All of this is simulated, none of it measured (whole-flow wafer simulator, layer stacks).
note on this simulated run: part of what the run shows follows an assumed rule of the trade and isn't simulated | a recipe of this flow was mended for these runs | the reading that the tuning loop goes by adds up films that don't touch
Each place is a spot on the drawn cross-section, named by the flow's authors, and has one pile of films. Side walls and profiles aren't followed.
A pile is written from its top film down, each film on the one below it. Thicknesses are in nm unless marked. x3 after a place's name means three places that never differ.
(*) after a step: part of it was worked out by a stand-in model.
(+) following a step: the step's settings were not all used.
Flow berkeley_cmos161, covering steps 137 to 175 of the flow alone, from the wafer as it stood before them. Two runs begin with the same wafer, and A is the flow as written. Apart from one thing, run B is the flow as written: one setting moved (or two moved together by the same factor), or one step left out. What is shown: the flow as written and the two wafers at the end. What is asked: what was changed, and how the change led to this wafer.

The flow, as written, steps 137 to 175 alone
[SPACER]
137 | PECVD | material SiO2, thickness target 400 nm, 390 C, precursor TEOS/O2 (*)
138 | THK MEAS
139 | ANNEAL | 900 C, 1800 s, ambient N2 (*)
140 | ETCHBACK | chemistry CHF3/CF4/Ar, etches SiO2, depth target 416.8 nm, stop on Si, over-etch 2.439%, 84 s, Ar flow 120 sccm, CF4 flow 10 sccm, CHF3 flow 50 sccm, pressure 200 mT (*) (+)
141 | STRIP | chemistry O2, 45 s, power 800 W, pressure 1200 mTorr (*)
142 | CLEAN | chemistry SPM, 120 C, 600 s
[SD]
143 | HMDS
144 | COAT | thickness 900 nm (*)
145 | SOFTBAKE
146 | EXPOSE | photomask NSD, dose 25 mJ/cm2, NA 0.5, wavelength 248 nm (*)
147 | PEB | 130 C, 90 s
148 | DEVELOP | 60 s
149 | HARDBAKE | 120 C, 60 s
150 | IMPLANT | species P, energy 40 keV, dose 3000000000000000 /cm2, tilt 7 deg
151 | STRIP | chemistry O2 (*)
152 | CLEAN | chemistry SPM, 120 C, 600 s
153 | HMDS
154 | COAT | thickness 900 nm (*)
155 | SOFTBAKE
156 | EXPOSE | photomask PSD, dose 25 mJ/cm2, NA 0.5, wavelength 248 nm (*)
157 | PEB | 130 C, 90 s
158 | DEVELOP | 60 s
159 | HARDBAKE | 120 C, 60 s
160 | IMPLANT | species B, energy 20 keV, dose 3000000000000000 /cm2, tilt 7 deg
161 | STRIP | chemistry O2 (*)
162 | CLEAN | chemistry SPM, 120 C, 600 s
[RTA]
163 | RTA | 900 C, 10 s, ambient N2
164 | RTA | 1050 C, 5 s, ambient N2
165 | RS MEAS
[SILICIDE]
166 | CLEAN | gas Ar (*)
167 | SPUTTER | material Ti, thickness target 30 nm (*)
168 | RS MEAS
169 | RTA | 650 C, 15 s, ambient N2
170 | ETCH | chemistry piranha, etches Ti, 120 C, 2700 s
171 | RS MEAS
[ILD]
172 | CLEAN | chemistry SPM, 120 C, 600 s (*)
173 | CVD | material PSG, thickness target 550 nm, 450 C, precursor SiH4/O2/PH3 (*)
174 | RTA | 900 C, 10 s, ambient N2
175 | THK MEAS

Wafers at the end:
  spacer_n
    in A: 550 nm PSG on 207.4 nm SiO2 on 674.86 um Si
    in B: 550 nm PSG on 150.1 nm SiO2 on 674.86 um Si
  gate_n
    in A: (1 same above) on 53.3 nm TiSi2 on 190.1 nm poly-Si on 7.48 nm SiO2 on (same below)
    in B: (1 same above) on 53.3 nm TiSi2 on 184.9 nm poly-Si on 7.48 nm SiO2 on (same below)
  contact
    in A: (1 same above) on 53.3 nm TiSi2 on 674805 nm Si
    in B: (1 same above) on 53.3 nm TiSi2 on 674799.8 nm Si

The reason: step 137, PECVD: thickness target 340 nm was run, whereas the flow has thickness target 400 nm.

How this came from the change, step by step:
  137 | PECVD | material SiO2, thickness target 400 nm, 390 C, precursor TEOS/O2 (*)
      field, sd_n, contact, m1: A SiO2 gains 400 | B SiO2 gains 340
      spacer_n, sd_p, spacer_p: A SiO2 gains 385.3 | B SiO2 gains 327.8
      (also at 2 further places)
  139 | ANNEAL | 900 C, 1800 s, ambient N2 (*)
      field, sd_n, gate_n, gate_p, contact, m1: A SiO2 loses 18 | B SiO2 loses 15.3
      spacer_n, sd_p, spacer_p: A SiO2 loses 17.3 | B SiO2 loses 14.8
  140 | ETCHBACK | chemistry CHF3/CF4/Ar, etches SiO2, depth target 416.8 nm, stop on Si, over-etch 2.439%, 84 s, Ar flow 120 sccm, CF4 flow 10 sccm, CHF3 flow 50 sccm, pressure 200 mT (*) (+)
      gate_n, gate_p: A SiO2 loses 382 (all of it), chemical SiO2 loses 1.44 (all of it), poly-Si loses 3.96 | B SiO2 loses 324.7 (all of it), chemical SiO2 loses 1.44 (all of it), poly-Si loses 9.17
      sd_n: A SiO2 loses 387.9 (all of it), Si loses 3.96 | B SiO2 loses 330.6 (all of it), Si loses 9.17
      (also at 3 further places)
  144 | COAT | thickness 900 nm (*)
      sd_n: A KrF-resist gains 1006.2 (new film) | B KrF-resist gains 975.6 (new film)
      spacer_n: A KrF-resist gains 813 (new film) | B KrF-resist gains 838 (new film)
      (also at 6 further places)
  148 | DEVELOP | 60 s
      sd_n: A KrF-resist loses 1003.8 (all of it) | B KrF-resist loses 973.2 (all of it)
      spacer_n: A KrF-resist loses 811.1 (all of it) | B KrF-resist loses 836 (all of it)
      (also at 3 further places)
  149 | HARDBAKE | 120 C, 60 s
      sd_p: A KrF-resist loses 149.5 | B KrF-resist loses 145.6
      spacer_p: A KrF-resist loses 118.9 | B KrF-resist loses 123.1
      (also at 1 further place)
  151 | STRIP | chemistry O2 (*)
      gate_p: A KrF-resist loses 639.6 (all of it), chemical SiO2 gains 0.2, poly-Si loses 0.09 | B KrF-resist loses 618.8 (all of it), chemical SiO2 gains 0.19
      sd_p: A KrF-resist loses 844.3 (all of it), chemical SiO2 gains 0.2, Si loses 0.09 | B KrF-resist loses 821.9 (all of it), chemical SiO2 gains 0.19, Si loses 0.09
      (also at 1 further place)
  154 | COAT | thickness 900 nm (*)
      sd_n: A KrF-resist gains 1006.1 (new film) | B KrF-resist gains 975.4 (new film)
      spacer_n: A KrF-resist gains 813.2 (new film) | B KrF-resist gains 838.1 (new film)
      (also at 6 further places)
  158 | DEVELOP | 60 s
      sd_p: A KrF-resist loses 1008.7 (all of it) | B KrF-resist loses 982.3 (all of it)
      spacer_p: A KrF-resist loses 804.3 (all of it) | B KrF-resist loses 831.9 (all of it)
      (also at 1 further place)
  159 | HARDBAKE | 120 C, 60 s
      sd_n: A KrF-resist loses 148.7 | B KrF-resist loses 144.2
      spacer_n: A KrF-resist loses 120 | B KrF-resist loses 123.7
      (also at 3 further places)
  161 | STRIP | chemistry O2 (*)
      sd_n: A KrF-resist loses 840 (all of it), chemical SiO2 gains 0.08 | B KrF-resist loses 814 (all of it), chemical SiO2 gains 0.08
      spacer_n: A KrF-resist loses 676.4 (all of it) | B KrF-resist loses 697.5 (all of it)
      (also at 3 further places)
